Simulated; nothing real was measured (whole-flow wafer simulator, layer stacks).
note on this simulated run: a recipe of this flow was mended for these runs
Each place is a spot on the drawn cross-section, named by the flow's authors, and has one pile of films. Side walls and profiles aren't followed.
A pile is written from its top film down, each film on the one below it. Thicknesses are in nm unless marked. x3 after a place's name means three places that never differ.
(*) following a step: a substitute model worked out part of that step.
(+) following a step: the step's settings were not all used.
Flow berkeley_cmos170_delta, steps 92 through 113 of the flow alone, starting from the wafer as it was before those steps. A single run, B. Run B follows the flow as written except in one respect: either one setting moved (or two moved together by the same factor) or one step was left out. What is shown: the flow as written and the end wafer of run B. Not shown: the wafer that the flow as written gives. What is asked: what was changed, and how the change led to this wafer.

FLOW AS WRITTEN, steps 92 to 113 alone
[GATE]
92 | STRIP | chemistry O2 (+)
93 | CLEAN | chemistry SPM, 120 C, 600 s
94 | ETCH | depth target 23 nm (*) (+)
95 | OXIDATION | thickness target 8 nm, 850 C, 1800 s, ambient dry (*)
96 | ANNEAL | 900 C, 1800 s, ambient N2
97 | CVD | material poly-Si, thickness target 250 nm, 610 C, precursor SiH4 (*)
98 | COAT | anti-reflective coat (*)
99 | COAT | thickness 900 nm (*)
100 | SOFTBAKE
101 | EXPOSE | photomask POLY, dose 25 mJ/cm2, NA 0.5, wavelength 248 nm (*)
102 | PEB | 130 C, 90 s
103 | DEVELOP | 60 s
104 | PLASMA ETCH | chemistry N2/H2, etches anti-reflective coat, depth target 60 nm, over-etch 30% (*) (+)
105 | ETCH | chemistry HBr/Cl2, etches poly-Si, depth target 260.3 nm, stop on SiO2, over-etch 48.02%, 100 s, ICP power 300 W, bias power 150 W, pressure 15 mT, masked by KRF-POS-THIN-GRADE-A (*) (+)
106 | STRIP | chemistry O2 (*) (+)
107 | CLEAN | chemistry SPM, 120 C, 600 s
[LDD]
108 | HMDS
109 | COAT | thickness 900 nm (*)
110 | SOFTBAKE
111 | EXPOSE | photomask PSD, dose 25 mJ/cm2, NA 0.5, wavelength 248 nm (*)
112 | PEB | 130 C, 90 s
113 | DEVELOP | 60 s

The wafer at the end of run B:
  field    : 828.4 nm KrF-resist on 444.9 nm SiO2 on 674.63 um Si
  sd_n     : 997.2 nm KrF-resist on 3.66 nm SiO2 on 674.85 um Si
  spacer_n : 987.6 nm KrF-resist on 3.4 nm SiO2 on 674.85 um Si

Cause: step 97, CVD: thickness target 220 nm was run, though the flow has thickness target 250 nm.

The path from the change to this, step by step:
  97 | CVD | material poly-Si, thickness target 250 nm, 610 C, precursor SiH4 (*)
      field, sd_n, spacer_n and 6 more: +220 poly-Si (new film) (it would be, as written: +250 poly-Si (new film))
  105 | ETCH | chemistry HBr/Cl2, etches poly-Si, depth target 260.3 nm, stop on SiO2, over-etch 48.02%, 100 s, ICP power 300 W, bias power 150 W, pressure 15 mT, masked by KRF-POS-THIN-GRADE-A (*) (+)
      field: -215.4 poly-Si (all of it), -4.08 SiO2 (it would be, as written: -245.4 poly-Si (all of it), -1.77 SiO2)
      sd_n: -218.7 poly-Si (all of it), -3.82 SiO2 (it would be, as written: -248.7 poly-Si (all of it), -1.52 SiO2)
      (as well as at 5 more places)
  109 | COAT | thickness 900 nm (*)
      gate: +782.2 KrF-resist (new film) (it would be, as written: +758.7 KrF-resist (new film))
      gate_p: +777.9 KrF-resist (new film) (it would be, as written: +754.5 KrF-resist (new film))
  113 | DEVELOP | 60 s
      gate_p: -776.3 KrF-resist (all of it) (it would be, as written: -752.9 KrF-resist (all of it))
